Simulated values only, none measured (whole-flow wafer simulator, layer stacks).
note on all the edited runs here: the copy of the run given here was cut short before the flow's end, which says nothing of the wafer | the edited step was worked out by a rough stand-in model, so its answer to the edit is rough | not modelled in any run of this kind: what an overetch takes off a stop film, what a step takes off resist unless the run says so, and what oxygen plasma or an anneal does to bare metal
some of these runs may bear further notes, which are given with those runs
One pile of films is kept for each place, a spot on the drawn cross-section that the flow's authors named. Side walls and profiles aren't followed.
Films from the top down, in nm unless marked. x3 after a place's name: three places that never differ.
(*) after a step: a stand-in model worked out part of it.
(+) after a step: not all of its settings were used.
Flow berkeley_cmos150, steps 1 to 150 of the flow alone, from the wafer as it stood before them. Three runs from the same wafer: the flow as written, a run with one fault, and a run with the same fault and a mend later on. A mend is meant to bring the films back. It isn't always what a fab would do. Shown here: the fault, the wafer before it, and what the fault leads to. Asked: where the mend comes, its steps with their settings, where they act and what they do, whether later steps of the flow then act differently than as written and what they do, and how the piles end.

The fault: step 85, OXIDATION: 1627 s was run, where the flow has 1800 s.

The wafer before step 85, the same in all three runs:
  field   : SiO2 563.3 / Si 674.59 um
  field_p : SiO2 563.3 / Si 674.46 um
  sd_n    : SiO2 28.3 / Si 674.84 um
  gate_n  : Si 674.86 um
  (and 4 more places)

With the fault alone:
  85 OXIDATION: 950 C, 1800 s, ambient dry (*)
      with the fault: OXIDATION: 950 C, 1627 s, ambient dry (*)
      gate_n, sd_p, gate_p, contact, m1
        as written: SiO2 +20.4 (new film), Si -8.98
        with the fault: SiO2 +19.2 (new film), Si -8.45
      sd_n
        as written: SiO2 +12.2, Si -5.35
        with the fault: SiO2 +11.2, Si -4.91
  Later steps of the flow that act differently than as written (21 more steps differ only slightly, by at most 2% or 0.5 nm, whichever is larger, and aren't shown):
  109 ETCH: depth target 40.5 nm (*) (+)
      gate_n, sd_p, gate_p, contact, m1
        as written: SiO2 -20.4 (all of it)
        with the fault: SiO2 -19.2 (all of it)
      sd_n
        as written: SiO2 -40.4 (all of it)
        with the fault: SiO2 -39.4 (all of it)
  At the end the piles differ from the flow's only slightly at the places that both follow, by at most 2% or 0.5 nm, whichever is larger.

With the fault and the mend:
  The mend comes after step 87.
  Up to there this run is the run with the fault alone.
  87a OXIDATION: 950 C, 141 s, ambient dry (*) (the flow's step 85 once more, with other settings)
      gate_n, sd_p, gate_p, contact, m1
        SiO2 +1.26, Si -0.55
      field, field_p
        SiO2 +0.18, Si -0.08
      sd_n
        SiO2 +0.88, Si -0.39
  No later step of the flow acts differently than as written, at any place that is followed, by more than 2% or 0.5 nm, whichever is larger.
  At the end the piles differ from the flow's only slightly at the places that both follow, by at most 2% or 0.5 nm, whichever is larger.
